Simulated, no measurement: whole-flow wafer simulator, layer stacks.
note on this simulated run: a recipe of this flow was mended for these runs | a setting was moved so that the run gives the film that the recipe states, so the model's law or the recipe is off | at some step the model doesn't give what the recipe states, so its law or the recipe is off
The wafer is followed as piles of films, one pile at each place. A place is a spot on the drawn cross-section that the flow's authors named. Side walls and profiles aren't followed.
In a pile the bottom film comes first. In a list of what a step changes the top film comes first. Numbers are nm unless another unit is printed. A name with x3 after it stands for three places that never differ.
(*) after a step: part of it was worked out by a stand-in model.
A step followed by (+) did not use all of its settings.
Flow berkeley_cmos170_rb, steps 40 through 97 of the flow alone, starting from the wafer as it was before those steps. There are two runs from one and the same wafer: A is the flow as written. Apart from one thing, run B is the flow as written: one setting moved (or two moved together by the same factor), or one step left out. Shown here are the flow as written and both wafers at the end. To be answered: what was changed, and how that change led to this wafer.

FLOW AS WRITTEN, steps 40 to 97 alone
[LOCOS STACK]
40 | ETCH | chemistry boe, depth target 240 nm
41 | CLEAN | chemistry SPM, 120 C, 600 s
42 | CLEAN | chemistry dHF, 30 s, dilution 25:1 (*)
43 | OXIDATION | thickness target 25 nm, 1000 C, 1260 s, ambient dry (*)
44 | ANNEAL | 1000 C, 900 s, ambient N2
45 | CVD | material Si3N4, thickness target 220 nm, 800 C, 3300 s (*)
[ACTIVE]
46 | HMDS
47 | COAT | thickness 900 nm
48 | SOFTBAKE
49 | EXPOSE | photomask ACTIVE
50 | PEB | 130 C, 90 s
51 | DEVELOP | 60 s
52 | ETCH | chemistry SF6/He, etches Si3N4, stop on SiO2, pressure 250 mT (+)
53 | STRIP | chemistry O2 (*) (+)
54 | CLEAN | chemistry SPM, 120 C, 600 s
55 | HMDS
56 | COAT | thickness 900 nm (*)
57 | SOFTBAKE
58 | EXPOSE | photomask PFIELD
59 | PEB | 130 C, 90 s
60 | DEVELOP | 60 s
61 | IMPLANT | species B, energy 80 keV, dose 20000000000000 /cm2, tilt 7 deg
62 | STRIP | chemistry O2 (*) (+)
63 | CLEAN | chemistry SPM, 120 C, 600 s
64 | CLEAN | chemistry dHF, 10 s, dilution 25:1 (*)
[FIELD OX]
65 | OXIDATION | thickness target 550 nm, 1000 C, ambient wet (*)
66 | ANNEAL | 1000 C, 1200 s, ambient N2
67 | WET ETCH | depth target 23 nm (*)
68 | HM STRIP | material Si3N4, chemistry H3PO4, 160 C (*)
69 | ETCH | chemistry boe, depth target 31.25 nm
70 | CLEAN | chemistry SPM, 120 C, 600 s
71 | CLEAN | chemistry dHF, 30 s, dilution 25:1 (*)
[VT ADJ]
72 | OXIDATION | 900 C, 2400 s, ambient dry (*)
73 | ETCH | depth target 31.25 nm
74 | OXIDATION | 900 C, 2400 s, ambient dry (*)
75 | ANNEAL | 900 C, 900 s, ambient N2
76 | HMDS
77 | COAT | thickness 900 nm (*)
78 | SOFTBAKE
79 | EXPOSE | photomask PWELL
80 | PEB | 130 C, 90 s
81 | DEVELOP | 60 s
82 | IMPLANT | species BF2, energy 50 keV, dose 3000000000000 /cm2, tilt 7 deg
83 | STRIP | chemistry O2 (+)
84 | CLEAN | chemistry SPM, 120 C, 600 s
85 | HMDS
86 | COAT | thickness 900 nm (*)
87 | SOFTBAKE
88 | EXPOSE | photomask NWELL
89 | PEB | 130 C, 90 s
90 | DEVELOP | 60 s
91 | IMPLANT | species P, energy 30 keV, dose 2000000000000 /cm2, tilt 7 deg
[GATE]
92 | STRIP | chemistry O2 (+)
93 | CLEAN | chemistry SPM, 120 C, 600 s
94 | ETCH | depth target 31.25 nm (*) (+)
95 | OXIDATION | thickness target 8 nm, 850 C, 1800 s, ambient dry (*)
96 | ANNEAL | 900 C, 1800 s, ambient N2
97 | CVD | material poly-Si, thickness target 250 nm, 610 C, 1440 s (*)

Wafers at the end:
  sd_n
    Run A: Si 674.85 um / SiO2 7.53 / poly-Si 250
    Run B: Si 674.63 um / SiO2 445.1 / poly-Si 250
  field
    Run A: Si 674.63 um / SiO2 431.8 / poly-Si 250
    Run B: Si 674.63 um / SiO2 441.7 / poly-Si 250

What caused this: step 45, CVD: 560 C was run, whereas the flow has 800 C.

The path from the change to this, step by step:
  45 | CVD | material Si3N4, thickness target 220 nm, 800 C, 3300 s (*)
      field, sd_n, spacer_n and 6 more: A Si3N4 gains 220 (new film) | B Si3N4 gains 0.88 (new film)
  52 | ETCH | chemistry SF6/He, etches Si3N4, stop on SiO2, pressure 250 mT (+)
      sd_n, spacer_n, gate, sd_p, spacer_p, gate_p, contact, m1: A KrF-resist loses 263 | B KrF-resist loses 24.9
      field: A Si3N4 loses 220 (all of it), SiO2 loses 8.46 | B Si3N4 loses 0.88 (all of it), SiO2 loses 8.46
  53 | STRIP | chemistry O2 (*) (+)
      sd_n, spacer_n, gate, sd_p, spacer_p, gate_p, contact, m1: A KrF-resist loses 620 (all of it) | B KrF-resist loses 858.2 (all of it)
  56 | COAT | thickness 900 nm (*)
      field: A KrF-resist gains 962.5 (new film) | B KrF-resist gains 902.5 (new film)
      sd_n: A KrF-resist gains 782.7 (new film) | B KrF-resist gains 895.2 (new film)
      (and at 7 other places as well)
  60 | DEVELOP | 60 s
      field: A KrF-resist loses 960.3 (all of it) | B KrF-resist loses 900.5 (all of it)
  62 | STRIP | chemistry O2 (*) (+)
      sd_n: A KrF-resist loses 766.1 (all of it) | B KrF-resist loses 878.2 (all of it)
      spacer_n: A KrF-resist loses 799.5 (all of it) | B KrF-resist loses 879.5 (all of it)
      (and at 6 other places as well)
  64 | CLEAN | chemistry dHF, 10 s, dilution 25:1 (*)
      sd_n, spacer_n, gate, sd_p, spacer_p, gate_p, contact, m1: A Si3N4 loses 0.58 | B Si3N4 loses 0.88 (all of it)
  65 | OXIDATION | thickness target 550 nm, 1000 C, ambient wet (*)
      spacer_n, spacer_p, gate_p, contact, m1: A SiO2 gains 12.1 (new film), Si3N4 loses 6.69 | B SiO2 gains 537.3, Si loses 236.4
      sd_n: A SiO2 gains 12.1 (new film), Si3N4 loses 6.69, SiO2 gains 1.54, Si loses 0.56 | B SiO2 gains 537.3, Si loses 236.4
      (and at 2 other places as well)
  67 | WET ETCH | depth target 23 nm (*)
      sd_n, spacer_n, gate, sd_p, spacer_p, gate_p, contact, m1: A SiO2 loses 12.1 (all of it), Si3N4 loses 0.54 | B SiO2 loses 23
  68 | HM STRIP | material Si3N4, chemistry H3PO4, 160 C (*)
      sd_n, spacer_n, gate, sd_p, spacer_p, gate_p, contact, m1: A Si3N4 loses 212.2 (all of it), SiO2 loses 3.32 | B nothing
      field: A SiO2 loses 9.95 | B nothing
  69 | ETCH | chemistry boe, depth target 31.25 nm
      spacer_n, spacer_p, gate_p, contact, m1: A SiO2 loses 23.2 (all of it) | B SiO2 loses 31.2
      gate, sd_p: A SiO2 loses 23.3 (all of it) | B SiO2 loses 31.2
      (and at 1 other place as well)
  70 | CLEAN | chemistry SPM, 120 C, 600 s
      sd_n, spacer_n, gate, sd_p, spacer_p, gate_p, contact, m1: A chemical SiO2 gains 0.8 (new film), Si loses 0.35 | B nothing
  71 | CLEAN | chemistry dHF, 30 s, dilution 25:1 (*)
      sd_n, spacer_n, gate, sd_p, spacer_p, gate_p, contact, m1: A chemical SiO2 loses 0.8 (all of it) | B SiO2 loses 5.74
  72 | OXIDATION | 900 C, 2400 s, ambient dry (*)
      sd_n, spacer_n, gate, sd_p, spacer_p, gate_p, contact, m1: A SiO2 gains 15 (new film), Si loses 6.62 | B SiO2 gains 1.58, Si loses 0.69
  73 | ETCH | depth target 31.25 nm
      sd_n, spacer_n, gate, sd_p, spacer_p, gate_p, contact, m1: A SiO2 loses 15 (all of it) | B SiO2 loses 31.2
  74 | OXIDATION | 900 C, 2400 s, ambient dry (*)
      sd_n, spacer_n, gate, sd_p, spacer_p, gate_p, contact, m1: A SiO2 gains 15 (new film), Si loses 6.62 | B SiO2 gains 1.65, Si loses 0.73
  ... 7 other steps ...
  95 | OXIDATION | thickness target 8 nm, 850 C, 1800 s, ambient dry (*)
      sd_n, spacer_n, gate, sd_p, spacer_p, gate_p, contact, m1: A SiO2 gains 7.53 (new film), Si loses 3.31 | B SiO2 gains 0.51, Si loses 0.23
